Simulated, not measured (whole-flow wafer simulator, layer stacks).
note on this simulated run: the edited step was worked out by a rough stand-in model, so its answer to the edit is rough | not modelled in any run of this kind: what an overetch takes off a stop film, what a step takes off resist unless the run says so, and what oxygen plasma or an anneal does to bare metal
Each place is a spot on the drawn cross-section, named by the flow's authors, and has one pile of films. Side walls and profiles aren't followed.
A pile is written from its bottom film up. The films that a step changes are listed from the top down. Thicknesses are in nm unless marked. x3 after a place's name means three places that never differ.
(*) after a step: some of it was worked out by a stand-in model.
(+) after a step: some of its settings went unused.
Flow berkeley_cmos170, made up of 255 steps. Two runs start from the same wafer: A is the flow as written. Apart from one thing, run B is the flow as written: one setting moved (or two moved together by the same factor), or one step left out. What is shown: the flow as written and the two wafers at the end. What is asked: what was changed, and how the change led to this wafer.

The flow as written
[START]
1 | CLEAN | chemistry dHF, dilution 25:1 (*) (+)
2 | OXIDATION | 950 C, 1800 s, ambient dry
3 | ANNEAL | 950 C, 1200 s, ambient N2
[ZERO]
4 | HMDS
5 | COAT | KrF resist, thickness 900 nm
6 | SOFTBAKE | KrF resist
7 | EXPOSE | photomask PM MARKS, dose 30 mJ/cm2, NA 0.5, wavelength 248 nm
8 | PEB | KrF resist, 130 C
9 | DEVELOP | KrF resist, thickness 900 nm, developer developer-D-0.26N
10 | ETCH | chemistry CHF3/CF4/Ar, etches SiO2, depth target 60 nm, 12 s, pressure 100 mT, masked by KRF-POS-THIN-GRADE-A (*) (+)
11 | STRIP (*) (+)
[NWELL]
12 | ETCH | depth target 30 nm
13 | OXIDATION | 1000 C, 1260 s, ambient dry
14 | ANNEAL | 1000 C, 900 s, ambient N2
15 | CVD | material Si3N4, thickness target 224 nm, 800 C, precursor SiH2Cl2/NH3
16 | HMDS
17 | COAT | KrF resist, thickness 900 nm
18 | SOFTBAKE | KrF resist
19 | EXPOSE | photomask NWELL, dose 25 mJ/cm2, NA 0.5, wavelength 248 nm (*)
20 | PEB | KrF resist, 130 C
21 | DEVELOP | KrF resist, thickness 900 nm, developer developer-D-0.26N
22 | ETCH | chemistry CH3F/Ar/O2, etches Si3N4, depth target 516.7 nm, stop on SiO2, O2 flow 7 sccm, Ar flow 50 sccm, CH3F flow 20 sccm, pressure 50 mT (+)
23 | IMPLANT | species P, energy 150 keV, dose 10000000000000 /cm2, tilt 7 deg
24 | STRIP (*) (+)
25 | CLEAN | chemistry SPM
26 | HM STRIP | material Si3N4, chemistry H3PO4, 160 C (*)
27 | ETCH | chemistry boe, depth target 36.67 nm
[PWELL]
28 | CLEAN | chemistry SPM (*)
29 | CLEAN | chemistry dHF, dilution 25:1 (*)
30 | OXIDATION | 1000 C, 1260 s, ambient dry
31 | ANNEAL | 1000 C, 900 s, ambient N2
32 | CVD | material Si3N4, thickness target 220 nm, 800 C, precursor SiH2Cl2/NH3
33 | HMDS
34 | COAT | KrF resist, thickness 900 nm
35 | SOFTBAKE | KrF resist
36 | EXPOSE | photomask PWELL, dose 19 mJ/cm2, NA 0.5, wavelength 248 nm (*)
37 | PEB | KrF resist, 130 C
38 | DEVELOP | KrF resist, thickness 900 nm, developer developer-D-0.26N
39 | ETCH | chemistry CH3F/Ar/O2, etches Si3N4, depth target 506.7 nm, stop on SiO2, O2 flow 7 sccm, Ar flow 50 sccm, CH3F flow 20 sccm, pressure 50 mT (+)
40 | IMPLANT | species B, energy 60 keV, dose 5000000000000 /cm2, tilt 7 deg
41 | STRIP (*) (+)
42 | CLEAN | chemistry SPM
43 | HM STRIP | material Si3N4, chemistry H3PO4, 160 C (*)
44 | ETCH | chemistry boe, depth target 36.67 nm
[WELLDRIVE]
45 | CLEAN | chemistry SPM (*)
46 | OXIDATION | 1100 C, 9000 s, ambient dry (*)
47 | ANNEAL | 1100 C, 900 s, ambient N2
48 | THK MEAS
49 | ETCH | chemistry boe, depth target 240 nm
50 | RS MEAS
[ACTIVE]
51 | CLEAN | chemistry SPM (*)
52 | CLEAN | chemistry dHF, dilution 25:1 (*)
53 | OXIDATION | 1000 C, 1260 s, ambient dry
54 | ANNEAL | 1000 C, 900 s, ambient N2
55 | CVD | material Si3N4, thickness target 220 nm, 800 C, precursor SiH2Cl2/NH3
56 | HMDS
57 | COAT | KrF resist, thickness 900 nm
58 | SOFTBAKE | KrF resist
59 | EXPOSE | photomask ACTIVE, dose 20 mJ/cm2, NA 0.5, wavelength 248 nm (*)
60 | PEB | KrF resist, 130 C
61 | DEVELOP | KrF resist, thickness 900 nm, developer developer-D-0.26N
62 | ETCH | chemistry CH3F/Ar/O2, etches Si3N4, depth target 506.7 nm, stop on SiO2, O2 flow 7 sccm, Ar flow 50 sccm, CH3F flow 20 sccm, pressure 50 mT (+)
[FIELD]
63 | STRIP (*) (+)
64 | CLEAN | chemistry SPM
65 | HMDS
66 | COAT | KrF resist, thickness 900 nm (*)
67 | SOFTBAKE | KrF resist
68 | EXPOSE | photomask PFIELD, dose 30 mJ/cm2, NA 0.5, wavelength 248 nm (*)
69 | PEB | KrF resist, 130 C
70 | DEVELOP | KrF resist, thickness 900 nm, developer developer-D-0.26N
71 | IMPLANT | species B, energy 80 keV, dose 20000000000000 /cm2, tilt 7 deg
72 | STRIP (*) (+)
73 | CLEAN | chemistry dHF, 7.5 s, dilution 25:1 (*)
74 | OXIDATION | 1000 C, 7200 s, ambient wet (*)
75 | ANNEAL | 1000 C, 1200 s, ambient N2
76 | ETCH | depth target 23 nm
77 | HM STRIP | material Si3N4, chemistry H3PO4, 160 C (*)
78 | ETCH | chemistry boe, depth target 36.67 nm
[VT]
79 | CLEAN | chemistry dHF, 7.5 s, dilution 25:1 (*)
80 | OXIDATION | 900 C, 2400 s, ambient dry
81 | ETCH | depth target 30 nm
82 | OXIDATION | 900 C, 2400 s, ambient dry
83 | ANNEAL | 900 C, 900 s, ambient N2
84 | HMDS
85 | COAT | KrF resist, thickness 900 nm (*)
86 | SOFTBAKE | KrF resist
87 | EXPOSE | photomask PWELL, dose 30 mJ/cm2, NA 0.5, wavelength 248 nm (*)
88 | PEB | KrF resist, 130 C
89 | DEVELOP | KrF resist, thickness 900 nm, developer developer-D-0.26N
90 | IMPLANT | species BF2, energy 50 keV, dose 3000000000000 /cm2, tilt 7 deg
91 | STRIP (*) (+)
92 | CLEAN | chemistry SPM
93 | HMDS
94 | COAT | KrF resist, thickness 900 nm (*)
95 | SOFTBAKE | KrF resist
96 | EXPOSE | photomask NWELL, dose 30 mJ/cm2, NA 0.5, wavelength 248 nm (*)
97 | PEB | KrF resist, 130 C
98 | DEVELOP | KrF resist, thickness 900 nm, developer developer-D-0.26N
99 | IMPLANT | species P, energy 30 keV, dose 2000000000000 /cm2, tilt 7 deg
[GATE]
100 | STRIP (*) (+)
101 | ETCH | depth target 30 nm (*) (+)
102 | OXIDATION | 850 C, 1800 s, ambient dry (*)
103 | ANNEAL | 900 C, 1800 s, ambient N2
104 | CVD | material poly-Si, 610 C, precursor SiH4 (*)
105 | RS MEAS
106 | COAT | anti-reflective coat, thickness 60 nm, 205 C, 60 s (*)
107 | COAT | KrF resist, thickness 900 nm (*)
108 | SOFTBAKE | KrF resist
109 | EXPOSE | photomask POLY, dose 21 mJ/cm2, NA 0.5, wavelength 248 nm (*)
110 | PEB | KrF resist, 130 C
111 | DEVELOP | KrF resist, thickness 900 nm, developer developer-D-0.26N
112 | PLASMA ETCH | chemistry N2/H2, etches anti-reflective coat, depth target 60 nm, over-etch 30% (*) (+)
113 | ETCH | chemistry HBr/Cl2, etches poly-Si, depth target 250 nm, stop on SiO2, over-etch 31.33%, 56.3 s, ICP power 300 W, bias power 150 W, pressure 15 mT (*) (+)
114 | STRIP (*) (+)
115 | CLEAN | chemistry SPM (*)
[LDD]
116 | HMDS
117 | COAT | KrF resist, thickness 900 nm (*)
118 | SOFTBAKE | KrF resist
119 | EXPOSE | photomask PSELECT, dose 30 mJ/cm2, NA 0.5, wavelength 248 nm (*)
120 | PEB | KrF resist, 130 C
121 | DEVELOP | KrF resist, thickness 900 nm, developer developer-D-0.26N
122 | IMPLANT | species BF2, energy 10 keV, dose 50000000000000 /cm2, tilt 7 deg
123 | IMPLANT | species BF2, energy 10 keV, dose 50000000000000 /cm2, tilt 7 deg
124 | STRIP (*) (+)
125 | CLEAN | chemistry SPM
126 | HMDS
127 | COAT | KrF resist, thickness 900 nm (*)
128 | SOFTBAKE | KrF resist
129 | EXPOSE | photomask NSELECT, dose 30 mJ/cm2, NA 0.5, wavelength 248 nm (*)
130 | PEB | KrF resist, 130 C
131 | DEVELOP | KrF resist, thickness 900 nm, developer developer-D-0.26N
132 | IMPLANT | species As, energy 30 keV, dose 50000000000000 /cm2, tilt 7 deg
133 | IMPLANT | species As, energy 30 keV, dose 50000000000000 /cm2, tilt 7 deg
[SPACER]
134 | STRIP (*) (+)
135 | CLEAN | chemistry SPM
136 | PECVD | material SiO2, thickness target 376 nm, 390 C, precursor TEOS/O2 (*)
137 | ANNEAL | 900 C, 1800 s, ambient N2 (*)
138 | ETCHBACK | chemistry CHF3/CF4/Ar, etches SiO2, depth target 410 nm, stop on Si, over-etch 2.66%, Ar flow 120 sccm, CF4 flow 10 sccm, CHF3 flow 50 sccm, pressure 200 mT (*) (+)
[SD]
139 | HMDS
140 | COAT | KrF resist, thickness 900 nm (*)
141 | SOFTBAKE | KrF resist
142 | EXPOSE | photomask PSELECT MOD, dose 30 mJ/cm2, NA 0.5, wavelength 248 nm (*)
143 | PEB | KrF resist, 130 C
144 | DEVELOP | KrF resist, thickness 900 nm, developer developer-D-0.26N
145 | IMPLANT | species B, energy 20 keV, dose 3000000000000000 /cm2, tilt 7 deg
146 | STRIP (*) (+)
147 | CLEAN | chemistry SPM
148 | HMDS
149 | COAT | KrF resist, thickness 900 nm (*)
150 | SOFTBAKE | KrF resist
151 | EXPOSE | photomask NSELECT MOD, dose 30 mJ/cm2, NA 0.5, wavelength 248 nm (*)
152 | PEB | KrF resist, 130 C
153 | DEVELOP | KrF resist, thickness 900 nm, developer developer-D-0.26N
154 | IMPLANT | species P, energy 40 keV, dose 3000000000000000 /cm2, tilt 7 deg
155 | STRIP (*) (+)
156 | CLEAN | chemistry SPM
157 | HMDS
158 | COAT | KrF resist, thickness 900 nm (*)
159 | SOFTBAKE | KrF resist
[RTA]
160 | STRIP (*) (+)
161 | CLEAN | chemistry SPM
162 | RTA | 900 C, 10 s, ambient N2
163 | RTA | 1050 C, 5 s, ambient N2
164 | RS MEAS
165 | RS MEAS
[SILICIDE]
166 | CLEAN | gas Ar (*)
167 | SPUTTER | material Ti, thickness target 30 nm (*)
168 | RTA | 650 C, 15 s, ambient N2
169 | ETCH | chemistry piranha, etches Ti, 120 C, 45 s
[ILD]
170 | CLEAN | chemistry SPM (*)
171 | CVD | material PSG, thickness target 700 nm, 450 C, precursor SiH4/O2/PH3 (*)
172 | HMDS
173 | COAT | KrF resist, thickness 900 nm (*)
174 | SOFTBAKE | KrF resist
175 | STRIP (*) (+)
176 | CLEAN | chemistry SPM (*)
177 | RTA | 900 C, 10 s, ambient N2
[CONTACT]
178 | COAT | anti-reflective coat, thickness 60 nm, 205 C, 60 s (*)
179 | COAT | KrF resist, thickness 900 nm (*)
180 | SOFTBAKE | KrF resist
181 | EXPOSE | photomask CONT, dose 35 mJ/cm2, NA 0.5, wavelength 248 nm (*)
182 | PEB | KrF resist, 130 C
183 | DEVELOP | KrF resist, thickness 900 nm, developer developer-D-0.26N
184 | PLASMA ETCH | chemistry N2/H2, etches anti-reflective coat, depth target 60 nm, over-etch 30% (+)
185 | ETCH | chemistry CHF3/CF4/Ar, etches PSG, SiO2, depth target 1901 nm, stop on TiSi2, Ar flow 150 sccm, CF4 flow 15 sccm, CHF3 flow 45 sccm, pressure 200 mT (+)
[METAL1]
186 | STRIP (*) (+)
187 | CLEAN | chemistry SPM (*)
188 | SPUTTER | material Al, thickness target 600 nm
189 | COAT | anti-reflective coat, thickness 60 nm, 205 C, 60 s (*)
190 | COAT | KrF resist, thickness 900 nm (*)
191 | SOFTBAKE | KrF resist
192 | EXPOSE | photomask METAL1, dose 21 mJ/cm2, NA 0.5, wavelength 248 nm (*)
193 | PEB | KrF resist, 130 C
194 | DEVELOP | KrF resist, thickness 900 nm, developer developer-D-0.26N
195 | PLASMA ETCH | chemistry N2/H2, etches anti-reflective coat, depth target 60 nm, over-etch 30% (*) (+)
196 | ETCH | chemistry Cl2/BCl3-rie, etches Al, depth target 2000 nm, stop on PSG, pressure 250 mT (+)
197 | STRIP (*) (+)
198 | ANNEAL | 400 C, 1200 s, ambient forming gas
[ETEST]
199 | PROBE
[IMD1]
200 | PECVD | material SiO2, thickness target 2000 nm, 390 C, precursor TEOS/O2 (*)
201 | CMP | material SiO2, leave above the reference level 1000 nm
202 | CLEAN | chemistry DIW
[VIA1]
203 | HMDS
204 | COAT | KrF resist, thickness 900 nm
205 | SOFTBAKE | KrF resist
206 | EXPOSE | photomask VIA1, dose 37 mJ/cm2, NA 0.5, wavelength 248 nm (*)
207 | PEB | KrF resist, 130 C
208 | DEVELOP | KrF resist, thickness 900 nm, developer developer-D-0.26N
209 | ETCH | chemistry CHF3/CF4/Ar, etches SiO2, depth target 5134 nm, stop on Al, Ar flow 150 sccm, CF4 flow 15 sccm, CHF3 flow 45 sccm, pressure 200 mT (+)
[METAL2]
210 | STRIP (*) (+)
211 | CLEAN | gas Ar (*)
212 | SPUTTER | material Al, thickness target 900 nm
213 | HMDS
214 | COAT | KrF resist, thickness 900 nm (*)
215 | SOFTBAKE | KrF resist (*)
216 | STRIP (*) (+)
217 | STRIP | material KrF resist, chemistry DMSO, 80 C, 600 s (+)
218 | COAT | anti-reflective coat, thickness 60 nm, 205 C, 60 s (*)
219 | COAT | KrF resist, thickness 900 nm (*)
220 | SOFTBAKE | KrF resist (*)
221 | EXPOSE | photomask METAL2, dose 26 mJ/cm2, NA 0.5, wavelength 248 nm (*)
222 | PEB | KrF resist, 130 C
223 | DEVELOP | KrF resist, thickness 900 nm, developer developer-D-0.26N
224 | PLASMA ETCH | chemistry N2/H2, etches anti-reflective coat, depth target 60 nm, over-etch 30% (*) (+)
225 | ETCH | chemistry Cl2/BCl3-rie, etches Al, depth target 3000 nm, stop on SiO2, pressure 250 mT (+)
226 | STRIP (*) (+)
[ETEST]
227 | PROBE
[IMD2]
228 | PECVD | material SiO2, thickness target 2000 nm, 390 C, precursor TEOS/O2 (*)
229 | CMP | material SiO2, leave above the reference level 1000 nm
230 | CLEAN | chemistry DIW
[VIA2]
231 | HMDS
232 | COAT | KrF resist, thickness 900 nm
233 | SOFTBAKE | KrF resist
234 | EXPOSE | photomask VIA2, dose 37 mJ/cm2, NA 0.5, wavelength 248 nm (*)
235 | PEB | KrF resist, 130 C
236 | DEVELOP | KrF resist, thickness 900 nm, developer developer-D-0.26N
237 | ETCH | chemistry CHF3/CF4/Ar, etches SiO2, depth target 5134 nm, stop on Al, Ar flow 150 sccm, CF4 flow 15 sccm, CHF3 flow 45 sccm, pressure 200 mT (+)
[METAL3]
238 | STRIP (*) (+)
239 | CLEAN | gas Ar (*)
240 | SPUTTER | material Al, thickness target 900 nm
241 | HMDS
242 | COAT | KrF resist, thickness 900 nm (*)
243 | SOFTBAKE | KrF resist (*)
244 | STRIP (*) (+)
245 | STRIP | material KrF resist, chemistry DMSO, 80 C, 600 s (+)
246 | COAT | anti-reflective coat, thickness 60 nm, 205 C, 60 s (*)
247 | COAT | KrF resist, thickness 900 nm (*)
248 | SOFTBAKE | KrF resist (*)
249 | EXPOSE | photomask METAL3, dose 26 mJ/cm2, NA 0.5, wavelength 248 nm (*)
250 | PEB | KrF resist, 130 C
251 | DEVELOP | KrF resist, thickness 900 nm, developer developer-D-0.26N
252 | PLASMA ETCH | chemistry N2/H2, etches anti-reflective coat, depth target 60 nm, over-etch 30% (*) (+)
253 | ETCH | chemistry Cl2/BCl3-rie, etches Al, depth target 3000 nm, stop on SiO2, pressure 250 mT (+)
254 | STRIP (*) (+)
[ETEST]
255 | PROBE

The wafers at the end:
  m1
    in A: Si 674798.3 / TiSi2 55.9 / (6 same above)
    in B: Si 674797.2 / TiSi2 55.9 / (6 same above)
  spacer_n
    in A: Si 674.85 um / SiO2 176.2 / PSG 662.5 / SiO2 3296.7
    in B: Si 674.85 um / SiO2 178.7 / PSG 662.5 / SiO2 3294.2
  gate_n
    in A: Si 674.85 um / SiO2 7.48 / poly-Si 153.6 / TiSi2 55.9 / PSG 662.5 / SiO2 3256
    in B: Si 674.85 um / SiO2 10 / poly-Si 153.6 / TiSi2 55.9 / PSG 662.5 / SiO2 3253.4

What caused this: step 102, OXIDATION: 2880 s was run, though the flow has 1800 s.

How this came from the change, step by step:
  102 | OXIDATION | 850 C, 1800 s, ambient dry (*)
      sd_n, spacer_n, gate_n and 8 more: A SiO2 gains 7.48 (new film), Si loses 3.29 | B SiO2 gains 10 (new film), Si loses 4.4
